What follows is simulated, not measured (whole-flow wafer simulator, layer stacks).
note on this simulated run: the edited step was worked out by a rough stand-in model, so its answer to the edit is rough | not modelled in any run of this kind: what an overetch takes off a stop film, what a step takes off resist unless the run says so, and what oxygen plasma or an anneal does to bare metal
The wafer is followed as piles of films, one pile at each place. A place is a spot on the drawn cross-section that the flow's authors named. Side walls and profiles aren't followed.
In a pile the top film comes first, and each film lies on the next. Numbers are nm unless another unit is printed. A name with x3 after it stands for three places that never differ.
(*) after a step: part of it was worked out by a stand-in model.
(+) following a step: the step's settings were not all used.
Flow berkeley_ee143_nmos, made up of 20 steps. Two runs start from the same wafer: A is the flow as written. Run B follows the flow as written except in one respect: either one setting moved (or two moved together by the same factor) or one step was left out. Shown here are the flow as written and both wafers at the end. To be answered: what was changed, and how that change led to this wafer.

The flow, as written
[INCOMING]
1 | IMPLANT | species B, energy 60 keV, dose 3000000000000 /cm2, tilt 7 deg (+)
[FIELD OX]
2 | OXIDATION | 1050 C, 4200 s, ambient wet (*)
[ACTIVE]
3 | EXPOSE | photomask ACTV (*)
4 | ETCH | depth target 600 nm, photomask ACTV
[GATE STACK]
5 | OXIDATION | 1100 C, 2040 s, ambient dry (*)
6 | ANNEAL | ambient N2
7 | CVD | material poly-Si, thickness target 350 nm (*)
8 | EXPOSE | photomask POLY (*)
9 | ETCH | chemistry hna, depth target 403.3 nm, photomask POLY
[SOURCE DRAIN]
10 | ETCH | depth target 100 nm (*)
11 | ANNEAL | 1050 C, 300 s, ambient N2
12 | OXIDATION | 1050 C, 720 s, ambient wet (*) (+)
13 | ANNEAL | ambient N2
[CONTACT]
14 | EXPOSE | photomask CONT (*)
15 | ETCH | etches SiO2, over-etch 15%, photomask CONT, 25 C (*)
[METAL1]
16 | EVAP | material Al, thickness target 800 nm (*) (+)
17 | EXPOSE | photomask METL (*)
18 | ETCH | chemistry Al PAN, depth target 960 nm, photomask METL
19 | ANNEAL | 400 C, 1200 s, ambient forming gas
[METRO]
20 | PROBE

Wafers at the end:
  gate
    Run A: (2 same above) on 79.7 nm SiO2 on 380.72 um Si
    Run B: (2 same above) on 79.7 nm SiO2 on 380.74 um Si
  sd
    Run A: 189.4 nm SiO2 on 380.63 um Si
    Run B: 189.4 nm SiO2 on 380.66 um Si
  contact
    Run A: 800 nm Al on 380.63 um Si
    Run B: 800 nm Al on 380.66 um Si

Cause: step 2, OXIDATION: 3570 s was run, though the flow has 4200 s.

How this came from the change, step by step:
  2 | OXIDATION | 1050 C, 4200 s, ambient wet (*)
      gate, sd, contact, field: A SiO2 gains 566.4 (new film), chemical SiO2 loses 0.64 (all of it), Si loses 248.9 | B SiO2 gains 513.9 (new film), chemical SiO2 loses 0.64 (all of it), Si loses 225.8
  4 | ETCH | depth target 600 nm, photomask ACTV
      gate, sd, contact: A SiO2 loses 566.4 (all of it) | B SiO2 loses 513.9 (all of it)
  5 | OXIDATION | 1100 C, 2040 s, ambient dry (*)
      field: A SiO2 gains 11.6, Si loses 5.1 | B SiO2 gains 12.6, Si loses 5.55
  12 | OXIDATION | 1050 C, 720 s, ambient wet (*) (+)
      field: A SiO2 gains 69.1, Si loses 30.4 | B SiO2 gains 74.6, Si loses 32.8
